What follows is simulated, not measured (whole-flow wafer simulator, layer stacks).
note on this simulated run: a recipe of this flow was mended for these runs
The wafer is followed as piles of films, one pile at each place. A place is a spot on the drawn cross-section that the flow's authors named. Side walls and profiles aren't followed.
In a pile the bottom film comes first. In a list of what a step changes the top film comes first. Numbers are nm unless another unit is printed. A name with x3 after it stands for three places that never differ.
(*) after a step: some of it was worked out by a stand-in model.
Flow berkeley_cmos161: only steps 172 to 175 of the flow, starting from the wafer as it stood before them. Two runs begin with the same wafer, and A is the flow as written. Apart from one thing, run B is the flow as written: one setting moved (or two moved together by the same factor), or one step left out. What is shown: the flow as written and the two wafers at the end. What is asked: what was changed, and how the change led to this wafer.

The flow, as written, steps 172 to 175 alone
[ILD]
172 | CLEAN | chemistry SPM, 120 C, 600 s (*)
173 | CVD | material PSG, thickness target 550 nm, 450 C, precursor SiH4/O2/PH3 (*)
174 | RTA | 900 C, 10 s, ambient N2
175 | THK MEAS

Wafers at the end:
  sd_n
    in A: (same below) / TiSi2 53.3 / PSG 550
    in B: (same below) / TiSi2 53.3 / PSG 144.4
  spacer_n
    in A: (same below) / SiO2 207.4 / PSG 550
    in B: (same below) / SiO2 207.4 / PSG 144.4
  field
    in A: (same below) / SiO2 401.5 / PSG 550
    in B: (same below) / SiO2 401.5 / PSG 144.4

Cause: step 173, CVD: 315 C was run, whereas the flow has 450 C.

The path from the change to this, step by step:
  173 | CVD | material PSG, thickness target 550 nm, 450 C, precursor SiH4/O2/PH3 (*)
      field, sd_n, spacer_n, gate_n, spacer_p, gate_p, contact x2: A +550 PSG (new film) | B +144.4 PSG (new film)
      sd_p: A +522.4 PSG (new film) | B +138.6 PSG (new film)
